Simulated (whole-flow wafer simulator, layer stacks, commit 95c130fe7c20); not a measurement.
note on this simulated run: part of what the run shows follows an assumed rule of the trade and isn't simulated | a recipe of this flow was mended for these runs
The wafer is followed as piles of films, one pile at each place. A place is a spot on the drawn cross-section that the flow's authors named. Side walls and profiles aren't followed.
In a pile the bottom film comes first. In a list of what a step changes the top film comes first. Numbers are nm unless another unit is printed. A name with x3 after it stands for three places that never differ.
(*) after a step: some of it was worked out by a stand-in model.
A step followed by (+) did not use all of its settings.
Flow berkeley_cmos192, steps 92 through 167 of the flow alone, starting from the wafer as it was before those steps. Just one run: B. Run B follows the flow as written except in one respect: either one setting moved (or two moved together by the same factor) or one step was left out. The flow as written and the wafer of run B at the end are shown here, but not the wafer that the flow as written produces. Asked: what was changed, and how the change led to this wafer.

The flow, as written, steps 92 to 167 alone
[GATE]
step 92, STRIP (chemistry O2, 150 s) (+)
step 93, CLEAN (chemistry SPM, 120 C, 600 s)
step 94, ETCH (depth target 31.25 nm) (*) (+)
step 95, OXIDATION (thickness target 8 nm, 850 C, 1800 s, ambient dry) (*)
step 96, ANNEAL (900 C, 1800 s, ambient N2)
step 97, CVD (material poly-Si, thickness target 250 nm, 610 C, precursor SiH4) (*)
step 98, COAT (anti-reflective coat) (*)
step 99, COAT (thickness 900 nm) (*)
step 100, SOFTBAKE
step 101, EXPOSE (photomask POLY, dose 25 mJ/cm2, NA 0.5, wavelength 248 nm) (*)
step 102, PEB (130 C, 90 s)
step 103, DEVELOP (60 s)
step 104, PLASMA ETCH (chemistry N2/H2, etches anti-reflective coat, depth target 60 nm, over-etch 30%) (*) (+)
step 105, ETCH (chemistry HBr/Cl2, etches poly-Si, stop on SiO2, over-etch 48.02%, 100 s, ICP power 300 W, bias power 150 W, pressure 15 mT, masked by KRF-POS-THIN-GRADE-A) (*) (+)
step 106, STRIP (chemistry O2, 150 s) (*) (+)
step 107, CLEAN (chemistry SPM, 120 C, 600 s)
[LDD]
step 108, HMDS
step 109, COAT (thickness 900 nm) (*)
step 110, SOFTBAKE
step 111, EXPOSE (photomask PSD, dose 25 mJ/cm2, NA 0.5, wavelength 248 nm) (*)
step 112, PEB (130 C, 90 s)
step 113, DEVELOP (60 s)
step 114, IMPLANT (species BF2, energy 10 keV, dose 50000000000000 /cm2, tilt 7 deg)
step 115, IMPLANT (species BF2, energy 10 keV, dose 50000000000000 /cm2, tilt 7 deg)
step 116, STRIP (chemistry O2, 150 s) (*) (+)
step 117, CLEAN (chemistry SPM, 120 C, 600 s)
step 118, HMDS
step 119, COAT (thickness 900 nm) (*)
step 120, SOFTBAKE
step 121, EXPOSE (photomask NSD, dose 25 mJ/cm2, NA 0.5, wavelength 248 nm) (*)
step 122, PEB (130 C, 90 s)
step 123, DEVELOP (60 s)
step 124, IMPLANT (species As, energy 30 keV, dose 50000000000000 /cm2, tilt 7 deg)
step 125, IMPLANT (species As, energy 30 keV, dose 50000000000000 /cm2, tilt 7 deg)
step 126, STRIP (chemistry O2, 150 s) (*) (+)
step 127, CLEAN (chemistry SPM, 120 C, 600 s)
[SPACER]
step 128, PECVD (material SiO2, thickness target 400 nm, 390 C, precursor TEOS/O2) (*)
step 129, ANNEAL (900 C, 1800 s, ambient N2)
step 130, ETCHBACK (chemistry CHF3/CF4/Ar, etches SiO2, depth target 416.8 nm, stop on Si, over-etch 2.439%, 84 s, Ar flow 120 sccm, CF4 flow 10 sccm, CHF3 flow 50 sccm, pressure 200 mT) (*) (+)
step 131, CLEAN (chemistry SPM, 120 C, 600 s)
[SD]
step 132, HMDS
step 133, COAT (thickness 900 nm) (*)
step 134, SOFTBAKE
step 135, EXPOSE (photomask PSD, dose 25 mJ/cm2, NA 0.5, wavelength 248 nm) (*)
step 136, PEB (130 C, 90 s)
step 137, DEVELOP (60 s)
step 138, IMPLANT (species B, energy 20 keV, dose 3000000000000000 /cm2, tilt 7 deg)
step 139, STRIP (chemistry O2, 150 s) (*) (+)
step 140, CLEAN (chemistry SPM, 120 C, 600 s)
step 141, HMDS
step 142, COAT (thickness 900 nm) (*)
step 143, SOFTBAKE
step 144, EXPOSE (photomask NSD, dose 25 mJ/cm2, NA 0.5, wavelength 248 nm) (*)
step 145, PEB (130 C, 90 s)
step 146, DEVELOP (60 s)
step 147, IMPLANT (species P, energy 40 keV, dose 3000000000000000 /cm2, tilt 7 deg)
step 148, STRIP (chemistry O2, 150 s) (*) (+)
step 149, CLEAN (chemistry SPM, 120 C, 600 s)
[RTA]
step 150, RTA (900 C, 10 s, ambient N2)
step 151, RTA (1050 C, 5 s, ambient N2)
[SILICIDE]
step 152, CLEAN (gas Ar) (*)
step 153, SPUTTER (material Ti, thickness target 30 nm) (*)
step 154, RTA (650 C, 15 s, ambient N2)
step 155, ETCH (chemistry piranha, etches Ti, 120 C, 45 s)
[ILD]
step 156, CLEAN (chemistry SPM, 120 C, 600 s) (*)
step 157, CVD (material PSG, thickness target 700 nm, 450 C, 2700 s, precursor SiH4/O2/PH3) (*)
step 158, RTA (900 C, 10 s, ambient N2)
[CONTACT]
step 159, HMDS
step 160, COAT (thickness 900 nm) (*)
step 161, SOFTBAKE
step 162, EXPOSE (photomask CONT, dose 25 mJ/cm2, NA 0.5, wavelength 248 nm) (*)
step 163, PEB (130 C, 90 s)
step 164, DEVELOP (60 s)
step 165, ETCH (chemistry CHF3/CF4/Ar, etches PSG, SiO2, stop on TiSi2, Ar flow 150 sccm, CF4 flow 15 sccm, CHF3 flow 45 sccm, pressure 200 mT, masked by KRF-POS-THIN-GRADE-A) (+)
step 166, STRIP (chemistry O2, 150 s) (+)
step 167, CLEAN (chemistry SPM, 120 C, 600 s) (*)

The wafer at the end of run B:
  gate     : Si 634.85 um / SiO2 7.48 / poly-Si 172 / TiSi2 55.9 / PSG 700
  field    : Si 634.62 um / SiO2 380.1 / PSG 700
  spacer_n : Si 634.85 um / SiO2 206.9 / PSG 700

Cause: step 97, CVD: thickness target 231 nm was run, while the flow as written has thickness target 250 nm.

The path from the change to this, step by step:
  step 97, CVD (material poly-Si, thickness target 250 nm, 610 C, precursor SiH4) (*)
      field, sd_n, spacer_n and 6 more: poly-Si gains 231 (new film) (in the flow as written it would be: poly-Si gains 250 (new film))
  step 105, ETCH (chemistry HBr/Cl2, etches poly-Si, stop on SiO2, over-etch 48.02%, 100 s, ICP power 300 W, bias power 150 W, pressure 15 mT, masked by KRF-POS-THIN-GRADE-A) (*) (+)
      spacer_n, spacer_p: poly-Si loses 227.2 (all of it), SiO2 loses 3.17 (in the flow as written it would be: poly-Si loses 246.2 (all of it), SiO2 loses 1.71)
      field: poly-Si loses 227.2 (all of it), SiO2 loses 3.17 (in the flow as written it would be: poly-Si loses 246.1 (all of it), SiO2 loses 1.71)
      (and at 4 other places as well)
  step 109, COAT (thickness 900 nm) (*)
      gate: KrF-resist gains 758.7 (new film) (in the flow as written it would be: KrF-resist gains 743.5 (new film))
      gate_p: KrF-resist gains 755 (new film) (in the flow as written it would be: KrF-resist gains 739.8 (new film))
  step 113, DEVELOP (60 s)
      gate_p: KrF-resist loses 753.3 (all of it) (in the flow as written it would be: KrF-resist loses 738.2 (all of it))
  step 116, STRIP (chemistry O2, 150 s) (*) (+)
      gate: KrF-resist loses 742.1 (all of it), chemical SiO2 gains 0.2, poly-Si loses 0.09 (in the flow as written it would be: KrF-resist loses 727 (all of it), chemical SiO2 gains 0.2, poly-Si loses 0.09)
  step 119, COAT (thickness 900 nm) (*)
      gate: KrF-resist gains 758.6 (new film) (in the flow as written it would be: KrF-resist gains 743.4 (new film))
      gate_p: KrF-resist gains 754.8 (new film) (in the flow as written it would be: KrF-resist gains 739.7 (new film))
  step 126, STRIP (chemistry O2, 150 s) (*) (+)
      gate_p: KrF-resist loses 738.3 (all of it), chemical SiO2 gains 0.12, poly-Si loses 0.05 (in the flow as written it would be: KrF-resist loses 723.2 (all of it), chemical SiO2 gains 0.12, poly-Si loses 0.05)
  step 130, ETCHBACK (chemistry CHF3/CF4/Ar, etches SiO2, depth target 416.8 nm, stop on Si, over-etch 2.439%, 84 s, Ar flow 120 sccm, CF4 flow 10 sccm, CHF3 flow 50 sccm, pressure 200 mT) (*) (+)
      spacer_n: SiO2 loses 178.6 (in the flow as written it would be: SiO2 loses 161)
      spacer_p: SiO2 loses 178.5 (in the flow as written it would be: SiO2 loses 161)
